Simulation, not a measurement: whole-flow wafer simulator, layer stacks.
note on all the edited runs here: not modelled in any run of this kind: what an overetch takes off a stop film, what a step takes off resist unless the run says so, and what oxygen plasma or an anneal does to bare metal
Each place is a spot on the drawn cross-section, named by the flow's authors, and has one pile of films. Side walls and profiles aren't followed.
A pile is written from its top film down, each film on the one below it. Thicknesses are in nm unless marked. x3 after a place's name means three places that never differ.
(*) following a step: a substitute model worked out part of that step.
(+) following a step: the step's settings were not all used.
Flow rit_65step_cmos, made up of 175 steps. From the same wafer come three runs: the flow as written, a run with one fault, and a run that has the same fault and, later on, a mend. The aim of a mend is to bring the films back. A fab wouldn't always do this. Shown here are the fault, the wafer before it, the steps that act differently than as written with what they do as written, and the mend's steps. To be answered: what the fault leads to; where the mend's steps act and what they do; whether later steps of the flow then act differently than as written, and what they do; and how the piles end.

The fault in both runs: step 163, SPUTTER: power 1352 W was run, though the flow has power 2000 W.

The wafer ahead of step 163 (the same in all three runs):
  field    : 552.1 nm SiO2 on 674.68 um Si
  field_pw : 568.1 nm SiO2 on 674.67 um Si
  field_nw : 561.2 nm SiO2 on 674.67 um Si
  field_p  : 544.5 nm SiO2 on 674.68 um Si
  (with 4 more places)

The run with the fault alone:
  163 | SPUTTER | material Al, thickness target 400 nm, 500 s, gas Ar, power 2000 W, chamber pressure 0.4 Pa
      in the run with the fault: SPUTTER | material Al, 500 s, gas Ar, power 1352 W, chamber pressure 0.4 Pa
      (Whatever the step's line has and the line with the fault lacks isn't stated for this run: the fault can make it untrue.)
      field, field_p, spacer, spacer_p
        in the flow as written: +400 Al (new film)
        in the run with the fault: +270.4 Al (new film)
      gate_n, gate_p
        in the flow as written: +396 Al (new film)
        in the run with the fault: +270.4 Al (new film)
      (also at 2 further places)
  Steps further on in the flow that do not act as written (not shown: 3 more steps that differ only slightly, by at most 2% or 0.5 nm, whichever is larger):
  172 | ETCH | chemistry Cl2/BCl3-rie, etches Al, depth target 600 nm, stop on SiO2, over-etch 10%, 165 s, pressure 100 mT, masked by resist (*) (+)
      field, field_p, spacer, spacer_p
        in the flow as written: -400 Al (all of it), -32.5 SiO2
        in the run with the fault: -270.4 Al (all of it), -48.7 SiO2
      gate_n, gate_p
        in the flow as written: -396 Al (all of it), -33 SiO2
        in the run with the fault: -270.4 Al (all of it), -48.7 SiO2
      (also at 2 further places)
  At field, field_pw, field_nw, field_p, gate_n, gate_p, spacer, spacer_p, the piles at the end differ from the flow's by more than 2% or 0.5 nm, whichever is larger.
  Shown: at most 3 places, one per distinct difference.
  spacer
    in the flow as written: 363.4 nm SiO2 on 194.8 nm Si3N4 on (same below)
    in the run with the fault: 347.2 nm SiO2 on 194.8 nm Si3N4 on (same below)
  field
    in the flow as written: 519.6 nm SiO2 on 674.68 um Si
    in the run with the fault: 503.4 nm SiO2 on 674.68 um Si
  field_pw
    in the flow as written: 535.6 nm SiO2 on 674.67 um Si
    in the run with the fault: 519.4 nm SiO2 on 674.67 um Si

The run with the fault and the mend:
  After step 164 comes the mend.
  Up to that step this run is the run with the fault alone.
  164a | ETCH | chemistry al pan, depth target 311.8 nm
      field, field_p, gate_n, gate_p, spacer, spacer_p
        -270.4 Al (all of it)
      field_pw, field_nw
        -270.2 Al (all of it)
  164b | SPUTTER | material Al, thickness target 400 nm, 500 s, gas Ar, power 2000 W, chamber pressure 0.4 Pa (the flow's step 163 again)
      field, field_pw, field_p, spacer, spacer_p
        +400 Al (new film)
      gate_n, gate_p
        +396 Al (new film)
      field_nw
        +397.2 Al (new film)
  Every later step of the flow that is run acts as written at every place that is followed.
  The piles end the same as the flow's at every place that both follow.
